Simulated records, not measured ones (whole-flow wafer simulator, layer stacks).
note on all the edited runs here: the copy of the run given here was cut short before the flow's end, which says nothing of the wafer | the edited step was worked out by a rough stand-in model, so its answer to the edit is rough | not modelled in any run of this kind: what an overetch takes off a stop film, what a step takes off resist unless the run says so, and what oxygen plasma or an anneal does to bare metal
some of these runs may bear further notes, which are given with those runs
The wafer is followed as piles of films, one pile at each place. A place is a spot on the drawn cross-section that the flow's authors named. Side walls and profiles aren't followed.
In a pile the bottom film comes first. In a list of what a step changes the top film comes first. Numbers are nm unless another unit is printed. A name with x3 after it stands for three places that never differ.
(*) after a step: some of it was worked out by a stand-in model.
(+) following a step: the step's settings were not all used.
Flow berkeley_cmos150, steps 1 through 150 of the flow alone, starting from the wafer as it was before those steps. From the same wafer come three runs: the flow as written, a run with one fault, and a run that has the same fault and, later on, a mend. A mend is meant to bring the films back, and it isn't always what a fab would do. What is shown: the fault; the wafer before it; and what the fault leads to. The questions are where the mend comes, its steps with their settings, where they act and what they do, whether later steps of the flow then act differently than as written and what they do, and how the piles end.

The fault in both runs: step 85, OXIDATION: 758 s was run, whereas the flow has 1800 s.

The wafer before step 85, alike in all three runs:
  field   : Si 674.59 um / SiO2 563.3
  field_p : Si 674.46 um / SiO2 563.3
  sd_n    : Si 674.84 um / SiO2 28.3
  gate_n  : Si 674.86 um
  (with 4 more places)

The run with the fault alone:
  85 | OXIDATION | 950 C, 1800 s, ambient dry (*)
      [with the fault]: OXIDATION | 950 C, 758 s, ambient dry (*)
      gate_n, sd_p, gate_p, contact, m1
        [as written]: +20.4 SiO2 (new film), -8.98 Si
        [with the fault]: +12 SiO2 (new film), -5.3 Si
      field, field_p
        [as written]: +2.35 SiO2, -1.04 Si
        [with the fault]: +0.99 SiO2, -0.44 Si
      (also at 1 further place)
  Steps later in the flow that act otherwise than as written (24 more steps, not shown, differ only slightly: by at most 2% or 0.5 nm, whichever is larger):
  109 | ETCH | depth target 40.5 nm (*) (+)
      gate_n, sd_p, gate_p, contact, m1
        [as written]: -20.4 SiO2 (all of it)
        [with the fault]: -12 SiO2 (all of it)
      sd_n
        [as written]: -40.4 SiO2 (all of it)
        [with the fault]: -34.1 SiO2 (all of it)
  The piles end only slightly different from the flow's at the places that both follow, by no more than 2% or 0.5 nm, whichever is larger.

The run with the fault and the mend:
  After step 87 comes the mend.
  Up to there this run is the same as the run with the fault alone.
  87a | OXIDATION | 950 C, 931 s, ambient dry (*) (a further turn of the flow's step 85, with different settings)
      gate_n, sd_p, gate_p, contact, m1
        +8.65 SiO2, -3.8 Si
      field, field_p
        +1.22 SiO2, -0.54 Si
      sd_n
        +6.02 SiO2, -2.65 Si
  Later steps of the flow that are run all act as written at every place that is followed, up to a difference of at most 2% or 0.5 nm, whichever is larger.
  The piles end only slightly different from the flow's at the places that both follow, by no more than 2% or 0.5 nm, whichever is larger.
